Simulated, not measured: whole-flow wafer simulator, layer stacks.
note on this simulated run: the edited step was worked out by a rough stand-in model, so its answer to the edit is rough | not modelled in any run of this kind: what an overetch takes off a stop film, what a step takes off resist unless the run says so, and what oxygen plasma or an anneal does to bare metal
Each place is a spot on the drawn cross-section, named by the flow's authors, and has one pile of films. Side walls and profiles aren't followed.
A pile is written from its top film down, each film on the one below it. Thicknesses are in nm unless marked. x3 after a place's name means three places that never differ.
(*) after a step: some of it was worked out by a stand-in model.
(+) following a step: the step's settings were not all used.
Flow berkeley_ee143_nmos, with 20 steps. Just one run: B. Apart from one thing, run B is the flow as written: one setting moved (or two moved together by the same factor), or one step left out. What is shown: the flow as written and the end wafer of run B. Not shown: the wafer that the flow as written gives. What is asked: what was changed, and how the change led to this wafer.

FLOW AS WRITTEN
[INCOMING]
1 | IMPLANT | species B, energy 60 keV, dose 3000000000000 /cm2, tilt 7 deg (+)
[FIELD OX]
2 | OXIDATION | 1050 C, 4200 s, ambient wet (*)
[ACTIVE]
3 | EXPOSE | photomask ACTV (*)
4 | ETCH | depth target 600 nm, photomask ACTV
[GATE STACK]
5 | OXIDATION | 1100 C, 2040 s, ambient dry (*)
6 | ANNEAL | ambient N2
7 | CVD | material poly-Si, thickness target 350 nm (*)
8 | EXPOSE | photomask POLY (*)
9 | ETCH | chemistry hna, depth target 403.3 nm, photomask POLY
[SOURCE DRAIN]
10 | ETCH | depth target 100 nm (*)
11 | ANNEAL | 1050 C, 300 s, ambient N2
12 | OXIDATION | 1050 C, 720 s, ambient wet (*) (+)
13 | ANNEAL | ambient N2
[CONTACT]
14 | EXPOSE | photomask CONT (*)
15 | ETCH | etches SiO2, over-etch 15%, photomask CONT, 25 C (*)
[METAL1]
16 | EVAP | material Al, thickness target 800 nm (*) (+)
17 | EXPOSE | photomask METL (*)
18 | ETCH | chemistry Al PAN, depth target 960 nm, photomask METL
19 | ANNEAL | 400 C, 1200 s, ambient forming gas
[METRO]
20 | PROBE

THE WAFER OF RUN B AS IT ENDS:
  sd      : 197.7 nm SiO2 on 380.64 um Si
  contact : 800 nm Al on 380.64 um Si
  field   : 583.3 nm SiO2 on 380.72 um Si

What caused this: step 10, ETCH: depth target 60 nm was run, while the flow as written has depth target 100 nm.

How this came from the change, step by step:
  10 | ETCH | depth target 100 nm (*)
      sd, contact: SiO2 loses 60 (it would be, as written: SiO2 loses 79.7 (all of it))
      field: SiO2 loses 60 (it would be, as written: SiO2 loses 100)
  12 | OXIDATION | 1050 C, 720 s, ambient wet (*) (+)
      sd, contact: SiO2 gains 178, Si loses 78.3 (it would be, as written: SiO2 gains 189.4 (new film), Si loses 83.4)
      field: SiO2 gains 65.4, Si loses 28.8 (it would be, as written: SiO2 gains 69.1, Si loses 30.4)
  15 | ETCH | etches SiO2, over-etch 15%, photomask CONT, 25 C (*)
      contact: SiO2 loses 197.7 (all of it) (it would be, as written: SiO2 loses 189.4 (all of it))
